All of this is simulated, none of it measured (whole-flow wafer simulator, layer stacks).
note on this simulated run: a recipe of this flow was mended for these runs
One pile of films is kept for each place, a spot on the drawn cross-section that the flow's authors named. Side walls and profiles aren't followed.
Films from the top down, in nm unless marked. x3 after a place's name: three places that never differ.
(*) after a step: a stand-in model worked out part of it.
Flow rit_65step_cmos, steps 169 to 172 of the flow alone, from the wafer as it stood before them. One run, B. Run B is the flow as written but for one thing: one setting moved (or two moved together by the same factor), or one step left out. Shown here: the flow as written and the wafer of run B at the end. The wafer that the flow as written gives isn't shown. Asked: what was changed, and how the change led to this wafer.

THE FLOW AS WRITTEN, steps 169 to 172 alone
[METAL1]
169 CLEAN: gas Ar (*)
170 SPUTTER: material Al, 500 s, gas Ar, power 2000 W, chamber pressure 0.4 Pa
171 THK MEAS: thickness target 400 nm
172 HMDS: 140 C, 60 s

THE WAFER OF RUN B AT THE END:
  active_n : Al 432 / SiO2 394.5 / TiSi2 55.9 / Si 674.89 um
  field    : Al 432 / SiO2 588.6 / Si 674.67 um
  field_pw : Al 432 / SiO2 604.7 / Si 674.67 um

The cause: step 170, SPUTTER: 540 s was run, where the flow has 500 s.

How the change led to this, step by step:
  170 SPUTTER: material Al, 500 s, gas Ar, power 2000 W, chamber pressure 0.4 Pa
      field, field_pw, field_nw and 10 more: Al +432 (new film) (as written it would be: Al +400 (new film))
      contact: Al +273.8 (new film) (as written it would be: Al +255.4 (new film))
